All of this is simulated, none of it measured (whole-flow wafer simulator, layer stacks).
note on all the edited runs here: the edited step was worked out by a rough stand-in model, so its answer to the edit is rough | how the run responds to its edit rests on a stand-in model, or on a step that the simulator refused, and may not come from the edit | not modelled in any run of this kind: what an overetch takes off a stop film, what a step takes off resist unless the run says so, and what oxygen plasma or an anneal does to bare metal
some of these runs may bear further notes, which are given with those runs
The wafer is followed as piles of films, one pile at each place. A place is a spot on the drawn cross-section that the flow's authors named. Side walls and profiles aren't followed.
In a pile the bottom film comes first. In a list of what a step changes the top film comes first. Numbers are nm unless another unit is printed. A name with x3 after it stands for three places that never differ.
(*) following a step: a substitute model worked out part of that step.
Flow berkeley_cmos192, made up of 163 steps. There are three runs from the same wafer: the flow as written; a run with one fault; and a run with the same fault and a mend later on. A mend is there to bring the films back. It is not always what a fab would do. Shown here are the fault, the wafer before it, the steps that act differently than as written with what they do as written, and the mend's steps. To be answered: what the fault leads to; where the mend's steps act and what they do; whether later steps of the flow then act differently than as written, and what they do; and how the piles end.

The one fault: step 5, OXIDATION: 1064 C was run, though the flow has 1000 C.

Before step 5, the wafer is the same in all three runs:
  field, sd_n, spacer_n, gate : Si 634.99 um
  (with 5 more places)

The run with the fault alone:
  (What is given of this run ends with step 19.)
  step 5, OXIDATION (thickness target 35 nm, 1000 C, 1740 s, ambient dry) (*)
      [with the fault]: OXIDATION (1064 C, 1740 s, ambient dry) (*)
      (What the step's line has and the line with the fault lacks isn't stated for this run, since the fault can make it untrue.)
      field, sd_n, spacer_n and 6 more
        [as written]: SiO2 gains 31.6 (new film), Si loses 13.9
        [with the fault]: SiO2 gains 55 (new film), Si loses 24.2
  Steps later in the flow that act otherwise than as written:
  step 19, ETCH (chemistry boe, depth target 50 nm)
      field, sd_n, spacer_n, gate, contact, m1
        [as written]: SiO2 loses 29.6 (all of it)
        [with the fault]: SiO2 loses 50
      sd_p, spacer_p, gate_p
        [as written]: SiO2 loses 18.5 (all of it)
        [with the fault]: SiO2 loses 41.9 (all of it)
  After step 19, at field, sd_n, spacer_n, gate, contact, m1, the piles differ from the flow's by more than 2% or 0.5 nm, whichever is larger.
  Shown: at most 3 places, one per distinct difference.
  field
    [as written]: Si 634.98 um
    [with the fault]: Si 634.97 um / SiO2 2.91

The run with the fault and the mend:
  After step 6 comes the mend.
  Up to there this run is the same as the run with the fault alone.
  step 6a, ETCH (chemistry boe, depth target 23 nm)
      field, sd_n, spacer_n and 6 more
        SiO2 loses 23
  Every later step of the flow that is run acts as written, at every place that is followed, to within 2% or 0.5 nm, whichever is larger.
  When the end is reached, the piles differ only a little from the flow's at the places that both follow, at most by 2% or 0.5 nm, whichever is larger.
